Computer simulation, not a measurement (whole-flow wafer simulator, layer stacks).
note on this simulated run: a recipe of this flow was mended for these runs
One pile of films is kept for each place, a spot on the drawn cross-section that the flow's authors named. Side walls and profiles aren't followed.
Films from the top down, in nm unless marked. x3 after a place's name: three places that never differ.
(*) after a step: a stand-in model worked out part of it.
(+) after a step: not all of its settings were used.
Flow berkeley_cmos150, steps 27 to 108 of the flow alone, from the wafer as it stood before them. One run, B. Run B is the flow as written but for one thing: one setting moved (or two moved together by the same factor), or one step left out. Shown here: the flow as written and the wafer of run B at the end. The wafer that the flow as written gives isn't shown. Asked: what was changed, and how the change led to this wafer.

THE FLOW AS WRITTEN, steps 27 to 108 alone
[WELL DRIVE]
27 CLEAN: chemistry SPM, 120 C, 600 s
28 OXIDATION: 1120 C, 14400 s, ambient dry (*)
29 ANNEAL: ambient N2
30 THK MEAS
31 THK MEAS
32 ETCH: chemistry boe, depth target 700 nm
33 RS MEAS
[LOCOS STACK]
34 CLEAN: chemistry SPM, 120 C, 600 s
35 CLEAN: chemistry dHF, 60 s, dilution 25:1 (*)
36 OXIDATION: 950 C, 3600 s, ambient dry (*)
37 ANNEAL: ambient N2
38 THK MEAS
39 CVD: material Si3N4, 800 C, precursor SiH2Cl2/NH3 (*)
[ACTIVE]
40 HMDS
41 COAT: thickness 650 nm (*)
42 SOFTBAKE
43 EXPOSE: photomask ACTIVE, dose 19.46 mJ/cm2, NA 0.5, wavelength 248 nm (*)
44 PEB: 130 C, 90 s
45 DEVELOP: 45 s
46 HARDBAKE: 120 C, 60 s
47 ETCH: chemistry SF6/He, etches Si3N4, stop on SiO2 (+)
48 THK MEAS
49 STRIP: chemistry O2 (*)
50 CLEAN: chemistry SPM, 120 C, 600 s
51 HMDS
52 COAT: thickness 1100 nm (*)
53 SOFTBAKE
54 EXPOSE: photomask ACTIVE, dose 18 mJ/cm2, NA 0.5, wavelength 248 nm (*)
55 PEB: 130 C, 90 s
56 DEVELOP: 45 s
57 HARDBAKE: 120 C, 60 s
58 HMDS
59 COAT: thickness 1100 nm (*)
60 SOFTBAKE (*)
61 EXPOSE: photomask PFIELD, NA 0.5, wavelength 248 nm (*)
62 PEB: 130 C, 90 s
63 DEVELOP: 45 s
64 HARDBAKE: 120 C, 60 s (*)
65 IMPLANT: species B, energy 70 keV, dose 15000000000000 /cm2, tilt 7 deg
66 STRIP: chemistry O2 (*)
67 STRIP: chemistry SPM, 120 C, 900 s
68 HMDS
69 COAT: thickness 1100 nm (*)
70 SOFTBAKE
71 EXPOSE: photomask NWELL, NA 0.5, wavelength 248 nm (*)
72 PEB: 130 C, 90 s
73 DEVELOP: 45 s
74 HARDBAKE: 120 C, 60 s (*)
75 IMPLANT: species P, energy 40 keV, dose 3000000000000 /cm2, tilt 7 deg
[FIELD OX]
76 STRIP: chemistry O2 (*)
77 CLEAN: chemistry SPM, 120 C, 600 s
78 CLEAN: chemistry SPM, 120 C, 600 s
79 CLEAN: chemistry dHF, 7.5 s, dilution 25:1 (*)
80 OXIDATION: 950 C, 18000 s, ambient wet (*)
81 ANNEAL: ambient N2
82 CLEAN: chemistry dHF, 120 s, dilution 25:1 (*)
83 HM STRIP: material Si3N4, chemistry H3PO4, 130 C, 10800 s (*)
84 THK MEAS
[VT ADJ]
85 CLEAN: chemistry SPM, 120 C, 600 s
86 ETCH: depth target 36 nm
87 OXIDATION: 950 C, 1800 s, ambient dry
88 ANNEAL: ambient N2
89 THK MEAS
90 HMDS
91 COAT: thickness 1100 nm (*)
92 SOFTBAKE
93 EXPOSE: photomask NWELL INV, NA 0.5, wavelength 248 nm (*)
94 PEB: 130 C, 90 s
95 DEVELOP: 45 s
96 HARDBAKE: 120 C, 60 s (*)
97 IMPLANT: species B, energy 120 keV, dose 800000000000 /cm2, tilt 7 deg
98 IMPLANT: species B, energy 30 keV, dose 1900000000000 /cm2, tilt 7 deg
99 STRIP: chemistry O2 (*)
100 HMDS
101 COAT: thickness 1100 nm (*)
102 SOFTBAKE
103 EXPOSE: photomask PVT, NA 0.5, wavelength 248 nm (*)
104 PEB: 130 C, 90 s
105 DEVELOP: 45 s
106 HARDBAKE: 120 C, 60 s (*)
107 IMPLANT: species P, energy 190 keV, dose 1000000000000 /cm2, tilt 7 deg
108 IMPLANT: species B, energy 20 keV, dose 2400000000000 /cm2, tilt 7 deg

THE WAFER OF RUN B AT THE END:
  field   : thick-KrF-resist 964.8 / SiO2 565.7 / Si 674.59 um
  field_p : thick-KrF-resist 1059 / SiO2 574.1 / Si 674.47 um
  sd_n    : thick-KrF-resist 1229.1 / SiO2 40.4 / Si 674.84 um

The cause: step 32, ETCH: depth target 510 nm was run, where the flow has depth target 700 nm.

How the change led to this, step by step:
  32 ETCH: chemistry boe, depth target 700 nm
      field_p, sd_p, gate_p: SiO2 -510 (as written it would be: SiO2 -555.5 (all of it))
  34 CLEAN: chemistry SPM, 120 C, 600 s
      field_p, sd_p, gate_p: nothing (as written it would be: chemical SiO2 +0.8 (new film), Si -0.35)
  35 CLEAN: chemistry dHF, 60 s, dilution 25:1 (*)
      field_p, sd_p, gate_p: SiO2 -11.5 (as written it would be: chemical SiO2 -0.8 (all of it))
  36 OXIDATION: 950 C, 3600 s, ambient dry (*)
      field_p, sd_p, gate_p: SiO2 +18.6, Si -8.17 (as written it would be: SiO2 +31.5 (new film), Si -13.8)
  41 COAT: thickness 650 nm (*)
      field: KrF-resist +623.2 (new film) (as written it would be: KrF-resist +646.4 (new film))
  45 DEVELOP: 45 s
      field: KrF-resist -621.8 (all of it) (as written it would be: KrF-resist -645 (all of it))
  80 OXIDATION: 950 C, 18000 s, ambient wet (*)
      gate_p: SiO2 +10.3 (new film), Si3N4 -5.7, SiO2 +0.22, Si -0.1 (as written it would be: SiO2 +10.3 (new film), Si3N4 -5.7)
      field_p: SiO2 +585.5, Si -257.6 (as written it would be: SiO2 +598.1, Si -263.2)
  86 ETCH: depth target 36 nm
      sd_p, gate_p: SiO2 -36 (as written it would be: SiO2 -29.6 (all of it))
  87 OXIDATION: 950 C, 1800 s, ambient dry
      sd_p: SiO2 +15.1, Si -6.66 (as written it would be: SiO2 +20.4 (new film), Si -8.98)
      gate_p: SiO2 +15.1, Si -6.64 (as written it would be: SiO2 +20.4 (new film), Si -8.98)
